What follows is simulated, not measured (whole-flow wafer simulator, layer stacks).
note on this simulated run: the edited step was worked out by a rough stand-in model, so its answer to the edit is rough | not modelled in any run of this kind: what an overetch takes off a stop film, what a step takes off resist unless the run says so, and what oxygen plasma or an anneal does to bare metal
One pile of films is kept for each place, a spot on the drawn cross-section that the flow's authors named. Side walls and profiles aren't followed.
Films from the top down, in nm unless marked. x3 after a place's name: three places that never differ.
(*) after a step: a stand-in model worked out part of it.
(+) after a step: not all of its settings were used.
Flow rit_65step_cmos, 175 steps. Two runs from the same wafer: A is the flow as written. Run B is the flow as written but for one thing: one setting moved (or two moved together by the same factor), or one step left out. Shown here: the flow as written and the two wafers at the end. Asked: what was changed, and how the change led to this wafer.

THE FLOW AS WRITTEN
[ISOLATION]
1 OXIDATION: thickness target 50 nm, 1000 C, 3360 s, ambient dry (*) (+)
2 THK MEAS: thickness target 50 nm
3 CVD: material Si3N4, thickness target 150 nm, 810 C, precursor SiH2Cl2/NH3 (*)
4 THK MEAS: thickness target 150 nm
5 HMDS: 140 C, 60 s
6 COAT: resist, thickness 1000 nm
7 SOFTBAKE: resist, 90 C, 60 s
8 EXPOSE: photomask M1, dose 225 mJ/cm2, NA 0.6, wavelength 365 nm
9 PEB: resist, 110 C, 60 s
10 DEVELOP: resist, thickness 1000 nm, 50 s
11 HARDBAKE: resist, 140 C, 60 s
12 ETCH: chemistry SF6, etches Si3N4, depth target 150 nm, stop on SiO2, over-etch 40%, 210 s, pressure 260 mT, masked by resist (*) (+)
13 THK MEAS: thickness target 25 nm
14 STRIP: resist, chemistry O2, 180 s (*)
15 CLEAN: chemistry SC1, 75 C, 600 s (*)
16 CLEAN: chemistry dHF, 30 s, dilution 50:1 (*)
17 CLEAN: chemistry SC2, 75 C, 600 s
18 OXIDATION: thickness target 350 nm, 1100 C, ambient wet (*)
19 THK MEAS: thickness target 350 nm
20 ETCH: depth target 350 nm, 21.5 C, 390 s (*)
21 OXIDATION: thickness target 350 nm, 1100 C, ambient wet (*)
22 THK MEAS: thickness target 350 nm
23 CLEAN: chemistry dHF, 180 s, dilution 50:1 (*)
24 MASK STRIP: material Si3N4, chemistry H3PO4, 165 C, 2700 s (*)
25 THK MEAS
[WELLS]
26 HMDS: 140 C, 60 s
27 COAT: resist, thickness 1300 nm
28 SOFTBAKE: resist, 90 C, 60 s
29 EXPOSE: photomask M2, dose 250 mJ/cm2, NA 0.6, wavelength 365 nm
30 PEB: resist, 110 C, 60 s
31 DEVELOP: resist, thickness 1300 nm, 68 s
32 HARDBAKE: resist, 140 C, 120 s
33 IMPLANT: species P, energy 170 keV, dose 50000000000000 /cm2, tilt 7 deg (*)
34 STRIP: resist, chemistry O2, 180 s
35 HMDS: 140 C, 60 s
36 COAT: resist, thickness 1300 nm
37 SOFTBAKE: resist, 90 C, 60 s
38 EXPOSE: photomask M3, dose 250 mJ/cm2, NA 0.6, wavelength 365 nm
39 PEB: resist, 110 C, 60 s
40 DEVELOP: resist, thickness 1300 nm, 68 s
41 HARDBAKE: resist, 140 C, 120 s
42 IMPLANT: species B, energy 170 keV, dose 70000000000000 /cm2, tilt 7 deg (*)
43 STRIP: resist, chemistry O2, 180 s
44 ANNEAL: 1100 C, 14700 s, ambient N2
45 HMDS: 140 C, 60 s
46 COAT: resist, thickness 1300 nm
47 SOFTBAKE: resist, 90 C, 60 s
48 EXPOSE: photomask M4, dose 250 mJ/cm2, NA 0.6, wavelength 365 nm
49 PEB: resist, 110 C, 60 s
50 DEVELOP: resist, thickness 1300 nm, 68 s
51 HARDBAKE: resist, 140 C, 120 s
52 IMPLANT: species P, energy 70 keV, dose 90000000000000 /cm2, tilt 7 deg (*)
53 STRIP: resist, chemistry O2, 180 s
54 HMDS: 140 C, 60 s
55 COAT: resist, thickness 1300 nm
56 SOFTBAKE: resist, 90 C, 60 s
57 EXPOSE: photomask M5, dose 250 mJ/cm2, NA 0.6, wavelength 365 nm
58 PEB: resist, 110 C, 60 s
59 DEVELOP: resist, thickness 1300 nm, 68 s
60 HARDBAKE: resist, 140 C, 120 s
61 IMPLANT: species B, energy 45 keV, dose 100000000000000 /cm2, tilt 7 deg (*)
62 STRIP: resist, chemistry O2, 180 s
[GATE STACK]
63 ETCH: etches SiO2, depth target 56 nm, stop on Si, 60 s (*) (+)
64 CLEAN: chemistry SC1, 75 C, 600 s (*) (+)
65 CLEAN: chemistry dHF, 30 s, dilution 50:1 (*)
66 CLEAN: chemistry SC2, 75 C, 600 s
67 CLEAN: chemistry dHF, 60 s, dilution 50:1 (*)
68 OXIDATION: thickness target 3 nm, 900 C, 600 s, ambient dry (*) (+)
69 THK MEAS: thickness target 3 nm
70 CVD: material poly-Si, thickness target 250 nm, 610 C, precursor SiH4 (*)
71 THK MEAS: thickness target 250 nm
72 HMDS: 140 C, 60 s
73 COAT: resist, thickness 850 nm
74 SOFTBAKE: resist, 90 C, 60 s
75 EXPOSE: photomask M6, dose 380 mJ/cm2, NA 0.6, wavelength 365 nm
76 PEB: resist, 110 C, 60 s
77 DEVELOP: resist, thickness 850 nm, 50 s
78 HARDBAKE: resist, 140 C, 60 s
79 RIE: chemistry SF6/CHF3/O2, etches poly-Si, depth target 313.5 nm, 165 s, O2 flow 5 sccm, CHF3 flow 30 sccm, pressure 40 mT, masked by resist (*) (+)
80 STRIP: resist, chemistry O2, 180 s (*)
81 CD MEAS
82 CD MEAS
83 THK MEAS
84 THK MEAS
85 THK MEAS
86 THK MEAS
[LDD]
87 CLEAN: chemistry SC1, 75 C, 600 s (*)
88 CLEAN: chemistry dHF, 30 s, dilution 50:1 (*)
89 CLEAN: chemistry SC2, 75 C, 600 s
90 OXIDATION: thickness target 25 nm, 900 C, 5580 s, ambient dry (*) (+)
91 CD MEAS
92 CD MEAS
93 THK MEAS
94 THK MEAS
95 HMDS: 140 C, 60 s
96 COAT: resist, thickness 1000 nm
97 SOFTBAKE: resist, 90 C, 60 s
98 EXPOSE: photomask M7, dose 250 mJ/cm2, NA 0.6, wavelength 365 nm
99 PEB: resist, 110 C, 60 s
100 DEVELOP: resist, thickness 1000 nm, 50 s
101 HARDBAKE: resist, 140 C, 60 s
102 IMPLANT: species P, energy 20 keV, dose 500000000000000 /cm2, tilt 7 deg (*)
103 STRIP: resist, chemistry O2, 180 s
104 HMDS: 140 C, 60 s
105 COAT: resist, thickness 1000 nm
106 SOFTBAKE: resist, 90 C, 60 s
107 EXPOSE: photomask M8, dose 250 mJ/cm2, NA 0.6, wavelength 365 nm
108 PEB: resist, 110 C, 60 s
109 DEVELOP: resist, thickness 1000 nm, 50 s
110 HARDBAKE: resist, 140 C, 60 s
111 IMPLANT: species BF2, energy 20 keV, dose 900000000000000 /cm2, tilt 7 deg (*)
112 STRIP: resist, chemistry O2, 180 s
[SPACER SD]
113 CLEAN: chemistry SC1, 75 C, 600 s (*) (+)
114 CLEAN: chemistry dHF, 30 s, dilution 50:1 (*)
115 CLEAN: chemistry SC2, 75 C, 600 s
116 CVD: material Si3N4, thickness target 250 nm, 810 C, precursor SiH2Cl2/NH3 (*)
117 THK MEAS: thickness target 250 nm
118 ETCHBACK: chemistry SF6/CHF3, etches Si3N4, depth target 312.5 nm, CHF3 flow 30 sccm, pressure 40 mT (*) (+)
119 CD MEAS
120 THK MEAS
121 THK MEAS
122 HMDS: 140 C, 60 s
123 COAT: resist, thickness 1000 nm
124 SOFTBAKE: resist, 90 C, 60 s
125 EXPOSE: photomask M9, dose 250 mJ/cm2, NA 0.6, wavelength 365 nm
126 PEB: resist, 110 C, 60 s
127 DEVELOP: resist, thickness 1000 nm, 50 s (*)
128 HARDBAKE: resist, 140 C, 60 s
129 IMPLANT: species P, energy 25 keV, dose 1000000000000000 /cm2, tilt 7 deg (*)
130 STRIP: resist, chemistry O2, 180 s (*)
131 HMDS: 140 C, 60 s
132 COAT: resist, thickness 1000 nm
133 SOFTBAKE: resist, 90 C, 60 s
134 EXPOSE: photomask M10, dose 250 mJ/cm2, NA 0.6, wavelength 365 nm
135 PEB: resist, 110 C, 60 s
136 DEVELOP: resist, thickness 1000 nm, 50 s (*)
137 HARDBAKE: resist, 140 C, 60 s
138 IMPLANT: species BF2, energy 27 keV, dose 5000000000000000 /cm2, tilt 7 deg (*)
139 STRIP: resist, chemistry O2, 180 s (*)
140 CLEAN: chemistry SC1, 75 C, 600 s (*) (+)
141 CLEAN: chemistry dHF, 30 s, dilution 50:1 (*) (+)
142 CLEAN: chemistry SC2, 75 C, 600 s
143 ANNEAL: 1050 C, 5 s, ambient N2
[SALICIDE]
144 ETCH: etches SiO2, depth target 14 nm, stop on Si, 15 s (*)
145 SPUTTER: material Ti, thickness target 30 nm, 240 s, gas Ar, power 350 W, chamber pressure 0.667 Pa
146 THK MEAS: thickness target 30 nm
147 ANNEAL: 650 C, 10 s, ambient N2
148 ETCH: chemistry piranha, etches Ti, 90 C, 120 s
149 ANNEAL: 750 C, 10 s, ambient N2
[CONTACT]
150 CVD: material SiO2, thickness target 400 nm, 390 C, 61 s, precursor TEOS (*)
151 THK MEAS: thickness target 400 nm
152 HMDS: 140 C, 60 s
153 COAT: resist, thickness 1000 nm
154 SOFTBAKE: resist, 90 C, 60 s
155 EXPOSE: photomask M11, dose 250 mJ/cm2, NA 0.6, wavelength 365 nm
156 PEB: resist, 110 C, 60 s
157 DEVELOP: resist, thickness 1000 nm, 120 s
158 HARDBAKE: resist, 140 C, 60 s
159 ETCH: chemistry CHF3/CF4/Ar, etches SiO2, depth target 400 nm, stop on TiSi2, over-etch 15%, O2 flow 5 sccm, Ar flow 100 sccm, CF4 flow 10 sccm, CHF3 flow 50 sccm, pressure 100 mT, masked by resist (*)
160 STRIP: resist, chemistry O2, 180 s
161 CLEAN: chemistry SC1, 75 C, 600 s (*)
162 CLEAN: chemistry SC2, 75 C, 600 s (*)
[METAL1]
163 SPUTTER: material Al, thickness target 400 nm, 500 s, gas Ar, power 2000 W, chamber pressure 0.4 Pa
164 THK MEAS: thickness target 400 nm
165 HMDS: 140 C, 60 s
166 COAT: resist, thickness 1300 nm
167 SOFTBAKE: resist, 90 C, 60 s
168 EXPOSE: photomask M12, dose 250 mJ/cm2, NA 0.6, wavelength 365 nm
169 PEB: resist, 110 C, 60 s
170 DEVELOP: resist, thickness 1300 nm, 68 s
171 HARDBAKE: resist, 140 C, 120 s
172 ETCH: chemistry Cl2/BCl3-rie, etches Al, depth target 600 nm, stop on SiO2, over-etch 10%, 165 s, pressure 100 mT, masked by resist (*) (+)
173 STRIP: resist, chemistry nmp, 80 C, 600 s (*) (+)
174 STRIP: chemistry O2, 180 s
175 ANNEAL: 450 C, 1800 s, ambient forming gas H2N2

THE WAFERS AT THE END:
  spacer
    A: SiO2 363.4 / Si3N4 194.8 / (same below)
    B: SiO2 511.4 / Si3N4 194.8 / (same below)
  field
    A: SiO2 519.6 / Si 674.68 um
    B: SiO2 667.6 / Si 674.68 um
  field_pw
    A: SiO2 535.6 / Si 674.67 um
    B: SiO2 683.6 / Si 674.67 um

The cause: step 150, CVD: thickness target 548 nm was run, where the flow has thickness target 400 nm; step 150, CVD: 84 s was run, where the flow has 61 s.

How the change led to this, step by step:
  150 CVD: material SiO2, thickness target 400 nm, 390 C, 61 s, precursor TEOS (*)
      field, field_pw, field_nw, field_p: A SiO2 +400 | B SiO2 +548
      spacer, spacer_p: A SiO2 +400 (new film) | B SiO2 +548 (new film)
      (and at 2 more places)
